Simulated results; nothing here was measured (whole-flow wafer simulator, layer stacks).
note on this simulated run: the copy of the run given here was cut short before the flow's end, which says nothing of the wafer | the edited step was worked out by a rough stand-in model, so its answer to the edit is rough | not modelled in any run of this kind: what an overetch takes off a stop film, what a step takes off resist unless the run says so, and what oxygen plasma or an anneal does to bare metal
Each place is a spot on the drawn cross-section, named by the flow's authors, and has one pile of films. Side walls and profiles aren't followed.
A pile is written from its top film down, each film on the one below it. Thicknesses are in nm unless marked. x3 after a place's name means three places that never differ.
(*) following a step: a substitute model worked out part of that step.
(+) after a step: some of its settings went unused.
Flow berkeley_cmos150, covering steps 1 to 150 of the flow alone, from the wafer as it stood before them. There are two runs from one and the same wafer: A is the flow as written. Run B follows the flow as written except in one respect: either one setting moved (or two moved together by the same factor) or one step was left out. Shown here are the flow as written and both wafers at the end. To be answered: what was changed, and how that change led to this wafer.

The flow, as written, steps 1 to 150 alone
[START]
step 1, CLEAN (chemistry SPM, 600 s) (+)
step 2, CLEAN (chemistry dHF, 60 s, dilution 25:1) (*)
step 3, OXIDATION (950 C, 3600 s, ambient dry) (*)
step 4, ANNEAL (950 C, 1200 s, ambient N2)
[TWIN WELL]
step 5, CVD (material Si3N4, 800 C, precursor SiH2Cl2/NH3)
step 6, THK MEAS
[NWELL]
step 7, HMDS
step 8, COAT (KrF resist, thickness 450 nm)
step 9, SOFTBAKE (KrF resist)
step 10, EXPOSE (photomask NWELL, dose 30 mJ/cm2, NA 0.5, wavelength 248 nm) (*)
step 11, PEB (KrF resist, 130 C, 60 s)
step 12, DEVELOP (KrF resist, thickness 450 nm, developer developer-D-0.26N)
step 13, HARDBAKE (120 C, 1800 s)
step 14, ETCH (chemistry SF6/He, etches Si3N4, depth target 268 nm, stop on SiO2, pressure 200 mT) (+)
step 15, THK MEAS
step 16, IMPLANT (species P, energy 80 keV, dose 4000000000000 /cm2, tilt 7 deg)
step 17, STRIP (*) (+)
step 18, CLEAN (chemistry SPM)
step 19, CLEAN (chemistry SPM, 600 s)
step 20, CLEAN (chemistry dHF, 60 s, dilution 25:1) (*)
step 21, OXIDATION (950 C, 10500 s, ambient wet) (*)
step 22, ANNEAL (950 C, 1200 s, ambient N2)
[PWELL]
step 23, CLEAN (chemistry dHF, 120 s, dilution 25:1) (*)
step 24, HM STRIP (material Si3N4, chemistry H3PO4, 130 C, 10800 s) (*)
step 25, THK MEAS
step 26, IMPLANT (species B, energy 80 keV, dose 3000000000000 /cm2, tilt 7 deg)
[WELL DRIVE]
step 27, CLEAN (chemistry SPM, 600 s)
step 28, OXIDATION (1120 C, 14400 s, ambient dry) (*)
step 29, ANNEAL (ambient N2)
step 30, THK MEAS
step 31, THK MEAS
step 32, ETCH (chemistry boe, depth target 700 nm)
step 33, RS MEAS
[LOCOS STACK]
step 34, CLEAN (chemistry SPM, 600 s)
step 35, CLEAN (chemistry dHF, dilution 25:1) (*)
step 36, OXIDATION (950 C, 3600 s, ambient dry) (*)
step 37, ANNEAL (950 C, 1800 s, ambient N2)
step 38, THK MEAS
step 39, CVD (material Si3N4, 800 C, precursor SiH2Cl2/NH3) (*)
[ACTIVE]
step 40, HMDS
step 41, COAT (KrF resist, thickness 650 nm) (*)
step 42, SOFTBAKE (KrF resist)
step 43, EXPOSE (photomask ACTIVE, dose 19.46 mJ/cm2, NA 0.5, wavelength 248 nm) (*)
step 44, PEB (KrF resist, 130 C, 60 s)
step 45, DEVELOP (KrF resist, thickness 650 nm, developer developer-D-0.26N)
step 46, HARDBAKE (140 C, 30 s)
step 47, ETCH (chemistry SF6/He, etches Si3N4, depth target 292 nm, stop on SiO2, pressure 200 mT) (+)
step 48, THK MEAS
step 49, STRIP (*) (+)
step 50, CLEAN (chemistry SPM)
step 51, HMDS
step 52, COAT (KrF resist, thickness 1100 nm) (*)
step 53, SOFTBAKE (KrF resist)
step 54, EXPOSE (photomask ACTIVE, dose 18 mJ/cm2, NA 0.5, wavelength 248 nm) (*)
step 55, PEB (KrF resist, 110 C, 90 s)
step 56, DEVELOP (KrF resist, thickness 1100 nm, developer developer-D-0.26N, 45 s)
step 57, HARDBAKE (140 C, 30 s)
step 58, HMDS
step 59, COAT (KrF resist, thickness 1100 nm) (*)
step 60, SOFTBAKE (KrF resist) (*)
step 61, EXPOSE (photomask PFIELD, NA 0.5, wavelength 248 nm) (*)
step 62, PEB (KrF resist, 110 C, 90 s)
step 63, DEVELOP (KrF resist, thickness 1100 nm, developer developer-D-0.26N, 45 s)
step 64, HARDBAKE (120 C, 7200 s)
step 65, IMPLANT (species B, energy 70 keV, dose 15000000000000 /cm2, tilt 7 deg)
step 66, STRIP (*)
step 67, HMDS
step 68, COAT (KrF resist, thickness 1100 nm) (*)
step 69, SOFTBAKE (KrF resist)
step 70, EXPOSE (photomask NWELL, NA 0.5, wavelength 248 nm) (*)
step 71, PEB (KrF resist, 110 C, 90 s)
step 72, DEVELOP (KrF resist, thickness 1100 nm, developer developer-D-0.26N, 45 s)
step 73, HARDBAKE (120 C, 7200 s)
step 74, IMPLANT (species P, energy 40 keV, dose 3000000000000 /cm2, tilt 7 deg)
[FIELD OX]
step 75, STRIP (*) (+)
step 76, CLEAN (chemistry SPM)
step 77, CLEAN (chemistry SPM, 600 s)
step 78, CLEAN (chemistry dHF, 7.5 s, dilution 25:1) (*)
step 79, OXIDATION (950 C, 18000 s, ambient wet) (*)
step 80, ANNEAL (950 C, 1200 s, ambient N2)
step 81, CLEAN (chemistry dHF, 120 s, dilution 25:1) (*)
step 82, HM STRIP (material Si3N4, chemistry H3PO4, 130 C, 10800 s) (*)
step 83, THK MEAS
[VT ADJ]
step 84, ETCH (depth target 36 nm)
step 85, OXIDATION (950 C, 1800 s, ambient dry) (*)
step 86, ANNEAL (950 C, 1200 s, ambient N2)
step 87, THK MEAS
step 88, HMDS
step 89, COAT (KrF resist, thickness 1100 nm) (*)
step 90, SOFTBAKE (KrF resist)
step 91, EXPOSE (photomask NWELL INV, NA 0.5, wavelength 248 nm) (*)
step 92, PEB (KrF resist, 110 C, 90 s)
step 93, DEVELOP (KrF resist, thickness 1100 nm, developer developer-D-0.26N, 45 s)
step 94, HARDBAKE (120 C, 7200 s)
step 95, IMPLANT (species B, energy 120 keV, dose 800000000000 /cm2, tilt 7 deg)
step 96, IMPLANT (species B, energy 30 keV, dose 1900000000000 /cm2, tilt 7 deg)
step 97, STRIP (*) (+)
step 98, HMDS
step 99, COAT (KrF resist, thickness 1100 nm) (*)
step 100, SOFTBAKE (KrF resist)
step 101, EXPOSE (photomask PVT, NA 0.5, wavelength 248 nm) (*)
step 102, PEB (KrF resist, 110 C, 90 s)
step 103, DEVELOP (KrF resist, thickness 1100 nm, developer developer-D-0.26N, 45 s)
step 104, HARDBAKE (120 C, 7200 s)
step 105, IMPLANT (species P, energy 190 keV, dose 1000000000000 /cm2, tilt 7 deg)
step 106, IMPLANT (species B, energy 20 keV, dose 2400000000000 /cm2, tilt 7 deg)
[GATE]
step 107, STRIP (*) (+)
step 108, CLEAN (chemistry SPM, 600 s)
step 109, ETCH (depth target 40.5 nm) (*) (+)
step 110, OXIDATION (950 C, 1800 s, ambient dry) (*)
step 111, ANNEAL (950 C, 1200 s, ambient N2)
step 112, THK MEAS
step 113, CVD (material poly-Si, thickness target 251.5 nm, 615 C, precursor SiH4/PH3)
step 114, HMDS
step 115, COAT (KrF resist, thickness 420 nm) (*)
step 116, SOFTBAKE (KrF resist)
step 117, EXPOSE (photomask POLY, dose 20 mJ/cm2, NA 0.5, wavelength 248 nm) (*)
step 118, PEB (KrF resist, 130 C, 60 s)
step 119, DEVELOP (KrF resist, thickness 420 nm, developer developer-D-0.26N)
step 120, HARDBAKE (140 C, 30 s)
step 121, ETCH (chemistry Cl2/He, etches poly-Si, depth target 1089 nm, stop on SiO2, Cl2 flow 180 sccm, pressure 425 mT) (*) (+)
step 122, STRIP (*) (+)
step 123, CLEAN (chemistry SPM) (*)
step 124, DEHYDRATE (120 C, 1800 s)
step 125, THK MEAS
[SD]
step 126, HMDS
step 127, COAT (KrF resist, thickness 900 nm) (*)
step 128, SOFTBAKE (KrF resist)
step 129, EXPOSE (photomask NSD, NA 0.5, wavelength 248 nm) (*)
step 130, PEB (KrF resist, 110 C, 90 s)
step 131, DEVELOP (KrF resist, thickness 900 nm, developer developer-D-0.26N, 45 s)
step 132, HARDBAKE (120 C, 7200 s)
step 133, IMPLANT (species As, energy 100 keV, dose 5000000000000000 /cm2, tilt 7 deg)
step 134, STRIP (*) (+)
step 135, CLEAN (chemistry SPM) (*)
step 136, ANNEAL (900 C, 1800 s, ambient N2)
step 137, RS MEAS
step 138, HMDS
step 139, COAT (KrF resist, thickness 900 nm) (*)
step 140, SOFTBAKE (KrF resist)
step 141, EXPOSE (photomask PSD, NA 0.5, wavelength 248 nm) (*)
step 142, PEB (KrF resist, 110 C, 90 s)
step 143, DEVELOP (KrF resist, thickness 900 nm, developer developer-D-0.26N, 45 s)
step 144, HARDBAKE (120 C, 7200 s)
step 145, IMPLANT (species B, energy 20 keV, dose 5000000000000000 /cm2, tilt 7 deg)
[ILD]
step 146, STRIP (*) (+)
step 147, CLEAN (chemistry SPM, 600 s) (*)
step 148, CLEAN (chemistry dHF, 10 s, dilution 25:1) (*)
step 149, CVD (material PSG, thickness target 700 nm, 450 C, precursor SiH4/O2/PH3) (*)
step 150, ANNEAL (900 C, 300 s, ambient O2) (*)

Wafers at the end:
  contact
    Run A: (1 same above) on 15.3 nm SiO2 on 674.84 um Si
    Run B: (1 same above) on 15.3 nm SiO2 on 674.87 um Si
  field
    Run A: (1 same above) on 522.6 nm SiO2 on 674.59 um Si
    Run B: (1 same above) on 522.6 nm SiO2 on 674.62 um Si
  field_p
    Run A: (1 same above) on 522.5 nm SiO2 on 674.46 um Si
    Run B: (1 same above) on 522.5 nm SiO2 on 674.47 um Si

The reason: step 28, OXIDATION: 9360 s was run, while the flow as written has 14400 s.

Step by step, how the change led to this:
  step 28, OXIDATION (1120 C, 14400 s, ambient dry) (*)
      field, sd_n, gate_n, contact, m1: A SiO2 gains 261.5, Si loses 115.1 | B SiO2 gains 198.3, Si loses 87.3
      field_p, sd_p, gate_p: A SiO2 gains 103.6, Si loses 45.6 | B SiO2 gains 69.4, Si loses 30.5
  step 32, ETCH (chemistry boe, depth target 700 nm)
      field, sd_n, gate_n, contact, m1: A SiO2 loses 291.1 (all of it) | B SiO2 loses 227.9 (all of it)
      field_p, sd_p, gate_p: A SiO2 loses 555.5 (all of it) | B SiO2 loses 521.3 (all of it)
